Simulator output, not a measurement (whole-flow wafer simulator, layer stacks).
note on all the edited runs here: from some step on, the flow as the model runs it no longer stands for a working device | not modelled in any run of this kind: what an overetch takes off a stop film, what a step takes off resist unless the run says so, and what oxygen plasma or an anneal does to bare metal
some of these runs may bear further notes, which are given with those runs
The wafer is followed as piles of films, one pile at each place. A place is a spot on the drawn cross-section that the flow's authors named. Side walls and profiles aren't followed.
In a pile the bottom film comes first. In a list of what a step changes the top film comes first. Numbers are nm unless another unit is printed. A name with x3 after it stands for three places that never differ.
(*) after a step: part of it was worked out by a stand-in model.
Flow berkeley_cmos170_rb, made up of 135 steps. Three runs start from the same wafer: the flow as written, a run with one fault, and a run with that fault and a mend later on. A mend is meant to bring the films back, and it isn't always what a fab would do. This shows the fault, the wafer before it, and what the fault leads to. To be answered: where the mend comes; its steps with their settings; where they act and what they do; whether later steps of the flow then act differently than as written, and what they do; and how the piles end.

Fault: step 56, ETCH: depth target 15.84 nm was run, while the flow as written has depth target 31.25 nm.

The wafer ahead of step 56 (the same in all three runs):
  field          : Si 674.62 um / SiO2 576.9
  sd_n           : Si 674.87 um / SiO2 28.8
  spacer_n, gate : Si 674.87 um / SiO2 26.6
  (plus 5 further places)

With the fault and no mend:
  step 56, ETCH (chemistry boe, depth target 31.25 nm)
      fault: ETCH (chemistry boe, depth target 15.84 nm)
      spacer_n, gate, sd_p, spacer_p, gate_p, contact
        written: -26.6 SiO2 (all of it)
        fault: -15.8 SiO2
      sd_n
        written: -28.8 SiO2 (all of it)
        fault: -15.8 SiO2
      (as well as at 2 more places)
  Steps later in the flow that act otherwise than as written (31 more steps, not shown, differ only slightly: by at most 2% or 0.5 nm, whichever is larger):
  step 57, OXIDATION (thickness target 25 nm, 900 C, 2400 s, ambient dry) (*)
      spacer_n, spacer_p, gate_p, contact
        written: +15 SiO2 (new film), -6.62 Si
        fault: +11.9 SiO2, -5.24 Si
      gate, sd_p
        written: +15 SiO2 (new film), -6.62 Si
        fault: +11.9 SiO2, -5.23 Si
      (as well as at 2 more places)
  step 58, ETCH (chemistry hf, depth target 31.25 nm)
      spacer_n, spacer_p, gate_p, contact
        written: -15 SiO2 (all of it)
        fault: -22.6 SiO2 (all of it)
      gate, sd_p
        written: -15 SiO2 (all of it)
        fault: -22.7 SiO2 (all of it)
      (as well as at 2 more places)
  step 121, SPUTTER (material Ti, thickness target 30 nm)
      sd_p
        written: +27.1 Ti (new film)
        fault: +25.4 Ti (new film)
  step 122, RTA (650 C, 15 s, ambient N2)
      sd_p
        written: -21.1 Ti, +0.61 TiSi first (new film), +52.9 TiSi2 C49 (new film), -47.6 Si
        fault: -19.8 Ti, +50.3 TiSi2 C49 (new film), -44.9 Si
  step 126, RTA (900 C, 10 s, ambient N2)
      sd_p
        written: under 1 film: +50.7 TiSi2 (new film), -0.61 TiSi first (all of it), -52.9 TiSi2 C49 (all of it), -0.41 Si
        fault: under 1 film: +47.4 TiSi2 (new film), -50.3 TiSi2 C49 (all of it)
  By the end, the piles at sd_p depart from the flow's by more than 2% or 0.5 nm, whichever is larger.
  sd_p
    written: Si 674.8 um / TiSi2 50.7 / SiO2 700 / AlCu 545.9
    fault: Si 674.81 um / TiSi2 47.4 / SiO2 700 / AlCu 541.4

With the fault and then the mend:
  After step 56 comes the mend.
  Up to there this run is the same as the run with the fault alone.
  step 56a, ETCH (chemistry boe, depth target 15.41 nm) (the flow's step 56 again, with other settings)
      spacer_n, spacer_p, gate_p, contact
        -10.7 SiO2 (all of it)
      gate, sd_p
        -10.8 SiO2 (all of it)
      field
        -15.4 SiO2
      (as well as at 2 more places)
  None of the later steps of the flow differs from how it acts as written, at any place that is followed, by more than 2% or 0.5 nm, whichever is larger.
  By the end, the piles equal the flow's at every place that both follow.
